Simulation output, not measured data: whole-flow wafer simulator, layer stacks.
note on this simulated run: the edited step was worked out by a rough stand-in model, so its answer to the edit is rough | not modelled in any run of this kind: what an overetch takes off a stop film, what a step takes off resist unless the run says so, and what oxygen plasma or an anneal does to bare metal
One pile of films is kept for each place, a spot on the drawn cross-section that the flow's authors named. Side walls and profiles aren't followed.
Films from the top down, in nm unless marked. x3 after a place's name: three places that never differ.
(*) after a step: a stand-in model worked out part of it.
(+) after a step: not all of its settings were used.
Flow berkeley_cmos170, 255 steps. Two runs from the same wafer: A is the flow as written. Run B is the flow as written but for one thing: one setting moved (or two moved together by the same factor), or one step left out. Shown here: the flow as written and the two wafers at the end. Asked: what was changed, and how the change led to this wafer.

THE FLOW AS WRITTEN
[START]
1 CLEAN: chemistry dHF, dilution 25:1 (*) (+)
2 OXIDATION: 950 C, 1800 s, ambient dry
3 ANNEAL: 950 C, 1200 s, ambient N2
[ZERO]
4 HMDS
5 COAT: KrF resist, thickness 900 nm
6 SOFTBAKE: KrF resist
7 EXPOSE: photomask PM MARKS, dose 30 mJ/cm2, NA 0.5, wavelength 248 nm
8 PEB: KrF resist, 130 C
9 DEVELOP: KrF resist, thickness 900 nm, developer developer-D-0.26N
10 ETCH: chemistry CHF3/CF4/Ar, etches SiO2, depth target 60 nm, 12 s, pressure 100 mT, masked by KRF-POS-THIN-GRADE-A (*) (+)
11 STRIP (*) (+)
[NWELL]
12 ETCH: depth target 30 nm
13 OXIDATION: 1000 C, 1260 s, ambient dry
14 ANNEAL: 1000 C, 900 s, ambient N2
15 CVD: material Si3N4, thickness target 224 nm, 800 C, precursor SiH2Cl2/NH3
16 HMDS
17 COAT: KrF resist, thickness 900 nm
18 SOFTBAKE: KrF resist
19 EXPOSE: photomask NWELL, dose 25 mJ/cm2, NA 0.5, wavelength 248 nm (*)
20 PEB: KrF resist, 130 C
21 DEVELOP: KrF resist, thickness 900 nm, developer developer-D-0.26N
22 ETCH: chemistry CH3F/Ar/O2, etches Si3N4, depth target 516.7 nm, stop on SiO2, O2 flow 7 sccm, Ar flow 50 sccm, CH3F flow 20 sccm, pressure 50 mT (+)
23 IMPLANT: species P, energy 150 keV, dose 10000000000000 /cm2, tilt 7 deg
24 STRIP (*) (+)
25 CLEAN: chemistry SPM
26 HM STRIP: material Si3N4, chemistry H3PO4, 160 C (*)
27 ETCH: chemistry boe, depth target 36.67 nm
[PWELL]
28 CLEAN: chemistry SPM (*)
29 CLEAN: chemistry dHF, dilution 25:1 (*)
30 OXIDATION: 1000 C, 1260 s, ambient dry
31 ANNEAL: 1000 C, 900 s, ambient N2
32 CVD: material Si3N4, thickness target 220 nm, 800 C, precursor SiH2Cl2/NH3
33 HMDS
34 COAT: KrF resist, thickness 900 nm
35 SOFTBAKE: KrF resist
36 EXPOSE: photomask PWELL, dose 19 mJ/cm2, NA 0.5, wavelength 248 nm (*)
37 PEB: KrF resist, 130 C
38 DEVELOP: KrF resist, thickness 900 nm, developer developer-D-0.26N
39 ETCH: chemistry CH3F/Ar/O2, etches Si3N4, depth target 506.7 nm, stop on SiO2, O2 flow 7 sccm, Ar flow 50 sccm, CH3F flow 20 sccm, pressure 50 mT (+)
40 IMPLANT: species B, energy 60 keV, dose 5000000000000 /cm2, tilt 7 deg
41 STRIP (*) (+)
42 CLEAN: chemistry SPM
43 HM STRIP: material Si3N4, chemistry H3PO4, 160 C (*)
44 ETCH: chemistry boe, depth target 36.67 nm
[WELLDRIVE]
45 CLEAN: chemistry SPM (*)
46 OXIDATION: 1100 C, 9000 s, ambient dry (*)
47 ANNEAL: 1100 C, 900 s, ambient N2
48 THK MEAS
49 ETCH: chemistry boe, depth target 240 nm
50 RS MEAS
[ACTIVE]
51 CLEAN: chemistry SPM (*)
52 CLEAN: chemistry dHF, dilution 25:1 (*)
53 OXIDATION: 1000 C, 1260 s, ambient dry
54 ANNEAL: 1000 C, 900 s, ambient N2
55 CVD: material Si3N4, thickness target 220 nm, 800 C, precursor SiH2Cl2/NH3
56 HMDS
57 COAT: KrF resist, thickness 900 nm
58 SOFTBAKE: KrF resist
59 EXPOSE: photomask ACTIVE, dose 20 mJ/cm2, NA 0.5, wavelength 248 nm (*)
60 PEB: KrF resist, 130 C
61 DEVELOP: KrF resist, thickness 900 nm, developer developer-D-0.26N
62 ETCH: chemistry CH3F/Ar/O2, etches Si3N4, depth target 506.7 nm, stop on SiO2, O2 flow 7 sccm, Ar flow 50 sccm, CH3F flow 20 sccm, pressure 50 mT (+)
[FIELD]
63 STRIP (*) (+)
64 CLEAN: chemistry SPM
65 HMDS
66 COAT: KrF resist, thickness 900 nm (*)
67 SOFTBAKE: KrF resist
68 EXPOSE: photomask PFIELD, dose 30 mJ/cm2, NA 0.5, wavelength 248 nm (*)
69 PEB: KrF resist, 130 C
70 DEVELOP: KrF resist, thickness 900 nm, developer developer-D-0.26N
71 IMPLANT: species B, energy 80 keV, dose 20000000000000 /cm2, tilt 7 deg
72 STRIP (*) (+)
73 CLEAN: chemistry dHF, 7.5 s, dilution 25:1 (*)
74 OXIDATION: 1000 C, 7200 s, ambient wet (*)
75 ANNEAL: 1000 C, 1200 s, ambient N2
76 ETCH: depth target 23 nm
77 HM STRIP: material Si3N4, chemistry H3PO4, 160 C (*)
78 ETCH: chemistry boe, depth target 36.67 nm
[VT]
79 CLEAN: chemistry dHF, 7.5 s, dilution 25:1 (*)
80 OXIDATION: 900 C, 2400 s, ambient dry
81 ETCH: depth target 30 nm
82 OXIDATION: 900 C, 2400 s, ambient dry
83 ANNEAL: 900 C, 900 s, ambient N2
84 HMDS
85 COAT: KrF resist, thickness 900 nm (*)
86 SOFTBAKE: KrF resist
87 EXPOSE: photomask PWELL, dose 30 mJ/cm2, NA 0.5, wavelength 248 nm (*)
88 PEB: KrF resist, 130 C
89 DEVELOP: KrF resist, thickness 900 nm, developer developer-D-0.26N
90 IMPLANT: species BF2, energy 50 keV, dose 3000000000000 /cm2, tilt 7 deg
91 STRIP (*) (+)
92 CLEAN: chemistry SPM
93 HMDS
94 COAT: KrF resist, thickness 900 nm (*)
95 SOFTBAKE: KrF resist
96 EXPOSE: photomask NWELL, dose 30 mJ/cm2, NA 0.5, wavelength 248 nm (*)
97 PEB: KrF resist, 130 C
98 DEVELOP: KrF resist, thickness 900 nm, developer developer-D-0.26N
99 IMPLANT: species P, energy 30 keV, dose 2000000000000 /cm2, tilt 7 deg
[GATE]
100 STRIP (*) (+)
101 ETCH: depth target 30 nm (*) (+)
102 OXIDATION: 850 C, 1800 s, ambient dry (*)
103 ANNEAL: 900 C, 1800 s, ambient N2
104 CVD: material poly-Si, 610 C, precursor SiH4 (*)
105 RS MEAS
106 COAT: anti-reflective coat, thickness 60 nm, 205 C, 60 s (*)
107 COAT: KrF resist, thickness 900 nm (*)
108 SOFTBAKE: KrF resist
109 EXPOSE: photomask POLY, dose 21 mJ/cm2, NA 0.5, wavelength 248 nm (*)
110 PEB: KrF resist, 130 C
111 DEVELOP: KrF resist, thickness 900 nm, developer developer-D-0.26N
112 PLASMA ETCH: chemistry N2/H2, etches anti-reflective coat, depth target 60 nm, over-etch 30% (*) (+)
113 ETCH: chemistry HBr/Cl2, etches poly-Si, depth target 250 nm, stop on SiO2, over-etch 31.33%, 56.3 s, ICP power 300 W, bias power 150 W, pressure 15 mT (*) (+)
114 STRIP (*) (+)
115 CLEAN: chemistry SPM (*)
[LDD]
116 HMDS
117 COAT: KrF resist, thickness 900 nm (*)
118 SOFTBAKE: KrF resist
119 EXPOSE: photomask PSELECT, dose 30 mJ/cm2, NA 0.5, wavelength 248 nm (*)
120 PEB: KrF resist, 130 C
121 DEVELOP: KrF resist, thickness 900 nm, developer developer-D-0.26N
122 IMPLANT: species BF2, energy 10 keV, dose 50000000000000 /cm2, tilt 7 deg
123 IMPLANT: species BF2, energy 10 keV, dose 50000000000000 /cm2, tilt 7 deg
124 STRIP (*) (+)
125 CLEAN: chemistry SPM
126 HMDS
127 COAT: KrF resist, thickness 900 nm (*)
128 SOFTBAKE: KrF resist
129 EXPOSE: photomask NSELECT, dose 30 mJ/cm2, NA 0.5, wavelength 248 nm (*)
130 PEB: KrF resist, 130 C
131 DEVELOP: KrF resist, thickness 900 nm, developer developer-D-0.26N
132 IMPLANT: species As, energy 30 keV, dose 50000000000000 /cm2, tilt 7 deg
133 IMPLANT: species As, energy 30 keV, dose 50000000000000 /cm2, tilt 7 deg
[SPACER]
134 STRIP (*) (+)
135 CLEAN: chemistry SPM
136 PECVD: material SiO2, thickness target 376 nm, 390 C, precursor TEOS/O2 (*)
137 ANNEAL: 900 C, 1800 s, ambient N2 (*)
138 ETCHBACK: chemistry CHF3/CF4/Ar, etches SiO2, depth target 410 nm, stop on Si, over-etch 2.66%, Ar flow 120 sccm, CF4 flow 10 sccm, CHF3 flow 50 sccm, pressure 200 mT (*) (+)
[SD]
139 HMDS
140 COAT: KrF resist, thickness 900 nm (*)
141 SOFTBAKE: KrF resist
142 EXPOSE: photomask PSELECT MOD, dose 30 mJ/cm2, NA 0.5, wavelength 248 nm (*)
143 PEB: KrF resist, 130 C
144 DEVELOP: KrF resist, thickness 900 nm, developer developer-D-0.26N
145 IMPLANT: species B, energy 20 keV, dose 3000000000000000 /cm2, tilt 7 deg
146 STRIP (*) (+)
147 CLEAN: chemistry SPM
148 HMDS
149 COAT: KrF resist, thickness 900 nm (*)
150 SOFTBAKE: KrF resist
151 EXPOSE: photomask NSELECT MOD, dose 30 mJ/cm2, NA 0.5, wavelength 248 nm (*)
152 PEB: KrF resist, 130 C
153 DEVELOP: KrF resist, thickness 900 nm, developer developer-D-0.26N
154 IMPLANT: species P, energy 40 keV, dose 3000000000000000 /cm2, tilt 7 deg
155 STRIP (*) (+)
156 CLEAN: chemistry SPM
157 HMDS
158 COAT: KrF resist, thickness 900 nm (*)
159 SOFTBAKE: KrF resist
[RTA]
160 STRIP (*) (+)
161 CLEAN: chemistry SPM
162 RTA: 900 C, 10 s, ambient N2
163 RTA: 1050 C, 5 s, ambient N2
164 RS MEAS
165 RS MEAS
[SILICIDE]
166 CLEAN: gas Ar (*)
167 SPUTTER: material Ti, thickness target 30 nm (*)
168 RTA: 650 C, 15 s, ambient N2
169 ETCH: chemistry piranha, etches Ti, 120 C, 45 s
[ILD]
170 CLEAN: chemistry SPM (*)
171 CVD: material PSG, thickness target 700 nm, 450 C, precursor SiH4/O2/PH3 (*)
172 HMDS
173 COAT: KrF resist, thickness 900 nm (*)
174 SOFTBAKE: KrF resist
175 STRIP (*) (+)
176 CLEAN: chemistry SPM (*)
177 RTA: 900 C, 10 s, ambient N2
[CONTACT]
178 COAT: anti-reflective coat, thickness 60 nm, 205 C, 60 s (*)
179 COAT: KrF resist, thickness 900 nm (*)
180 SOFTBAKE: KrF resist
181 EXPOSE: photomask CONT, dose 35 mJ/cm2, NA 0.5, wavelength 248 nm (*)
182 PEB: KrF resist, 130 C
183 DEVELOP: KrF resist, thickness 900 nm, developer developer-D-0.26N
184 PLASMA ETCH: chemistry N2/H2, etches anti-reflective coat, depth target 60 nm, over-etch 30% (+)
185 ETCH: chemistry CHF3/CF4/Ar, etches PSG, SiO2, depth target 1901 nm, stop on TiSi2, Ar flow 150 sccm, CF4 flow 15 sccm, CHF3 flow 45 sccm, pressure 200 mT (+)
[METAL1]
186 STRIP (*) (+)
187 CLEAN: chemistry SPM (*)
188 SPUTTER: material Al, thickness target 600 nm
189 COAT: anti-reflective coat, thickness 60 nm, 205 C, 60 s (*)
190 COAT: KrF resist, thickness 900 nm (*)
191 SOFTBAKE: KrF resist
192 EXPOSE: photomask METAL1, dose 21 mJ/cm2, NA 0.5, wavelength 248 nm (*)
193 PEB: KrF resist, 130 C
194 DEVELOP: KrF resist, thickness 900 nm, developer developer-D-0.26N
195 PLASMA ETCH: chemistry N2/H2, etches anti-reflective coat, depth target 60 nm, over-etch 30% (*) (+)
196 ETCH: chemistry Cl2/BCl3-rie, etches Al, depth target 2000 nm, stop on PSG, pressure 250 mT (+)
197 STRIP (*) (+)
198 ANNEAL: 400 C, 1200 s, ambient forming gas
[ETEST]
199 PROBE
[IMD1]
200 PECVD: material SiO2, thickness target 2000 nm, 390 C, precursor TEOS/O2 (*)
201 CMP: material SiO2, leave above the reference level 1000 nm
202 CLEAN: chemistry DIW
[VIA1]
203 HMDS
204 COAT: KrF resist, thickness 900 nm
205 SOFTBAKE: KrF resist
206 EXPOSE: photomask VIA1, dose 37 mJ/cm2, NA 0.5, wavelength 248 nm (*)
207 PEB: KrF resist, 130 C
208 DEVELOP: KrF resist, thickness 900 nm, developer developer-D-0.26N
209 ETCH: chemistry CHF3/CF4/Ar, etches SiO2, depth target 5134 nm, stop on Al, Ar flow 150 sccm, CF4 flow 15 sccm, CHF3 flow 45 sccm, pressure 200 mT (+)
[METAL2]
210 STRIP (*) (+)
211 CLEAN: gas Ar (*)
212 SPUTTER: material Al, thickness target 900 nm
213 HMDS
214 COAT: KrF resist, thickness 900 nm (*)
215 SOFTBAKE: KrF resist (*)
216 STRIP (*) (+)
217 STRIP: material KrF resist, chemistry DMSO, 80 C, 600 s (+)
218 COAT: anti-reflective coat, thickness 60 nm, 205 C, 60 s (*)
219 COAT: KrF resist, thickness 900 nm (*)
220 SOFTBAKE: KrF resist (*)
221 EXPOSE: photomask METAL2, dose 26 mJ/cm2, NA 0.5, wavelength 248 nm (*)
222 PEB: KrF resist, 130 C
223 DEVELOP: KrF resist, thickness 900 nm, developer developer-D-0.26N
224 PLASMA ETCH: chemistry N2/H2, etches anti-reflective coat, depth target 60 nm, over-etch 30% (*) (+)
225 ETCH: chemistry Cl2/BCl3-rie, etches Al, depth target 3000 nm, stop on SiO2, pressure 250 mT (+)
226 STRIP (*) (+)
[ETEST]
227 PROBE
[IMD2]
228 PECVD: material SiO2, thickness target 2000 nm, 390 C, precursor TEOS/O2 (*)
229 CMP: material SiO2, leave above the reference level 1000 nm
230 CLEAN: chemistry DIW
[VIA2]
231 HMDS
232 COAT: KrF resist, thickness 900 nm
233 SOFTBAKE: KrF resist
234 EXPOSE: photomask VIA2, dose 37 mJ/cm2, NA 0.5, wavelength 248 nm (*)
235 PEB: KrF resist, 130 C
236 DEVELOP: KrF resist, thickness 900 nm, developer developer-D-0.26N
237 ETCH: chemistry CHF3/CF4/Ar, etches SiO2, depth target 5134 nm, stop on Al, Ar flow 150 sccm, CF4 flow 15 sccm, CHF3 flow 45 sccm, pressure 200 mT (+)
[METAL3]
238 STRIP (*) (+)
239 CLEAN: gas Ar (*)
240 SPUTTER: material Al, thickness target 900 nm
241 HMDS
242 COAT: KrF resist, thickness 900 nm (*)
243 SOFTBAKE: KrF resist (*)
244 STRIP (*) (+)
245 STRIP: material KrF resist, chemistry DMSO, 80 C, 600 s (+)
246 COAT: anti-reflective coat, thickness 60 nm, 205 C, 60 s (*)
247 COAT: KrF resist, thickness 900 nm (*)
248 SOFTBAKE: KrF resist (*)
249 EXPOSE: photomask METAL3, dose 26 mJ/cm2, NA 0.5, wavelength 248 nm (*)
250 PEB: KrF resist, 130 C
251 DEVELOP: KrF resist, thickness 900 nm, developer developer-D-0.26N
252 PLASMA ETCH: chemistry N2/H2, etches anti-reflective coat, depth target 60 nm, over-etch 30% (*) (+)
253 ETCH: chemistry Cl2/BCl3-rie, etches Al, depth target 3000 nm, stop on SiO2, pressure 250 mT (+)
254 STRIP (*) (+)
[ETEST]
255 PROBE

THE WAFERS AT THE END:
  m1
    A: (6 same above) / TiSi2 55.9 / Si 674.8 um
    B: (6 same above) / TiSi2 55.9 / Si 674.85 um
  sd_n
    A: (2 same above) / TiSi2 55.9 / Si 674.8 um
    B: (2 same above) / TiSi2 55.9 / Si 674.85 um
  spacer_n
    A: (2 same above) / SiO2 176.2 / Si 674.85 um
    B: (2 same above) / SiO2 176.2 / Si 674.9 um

The cause: step 46, OXIDATION: 990 C was run, where the flow has 1100 C.

How the change led to this, step by step:
  46 OXIDATION: 1100 C, 9000 s, ambient dry (*)
      field, sd_n, spacer_n and 9 more: A SiO2 +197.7 (new film), chemical SiO2 -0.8 (all of it), Si -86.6 | B SiO2 +82.4 (new film), chemical SiO2 -0.8 (all of it), Si -35.9
  49 ETCH: chemistry boe, depth target 240 nm
      field, sd_n, spacer_n and 9 more: A SiO2 -197.7 (all of it) | B SiO2 -82.4 (all of it)
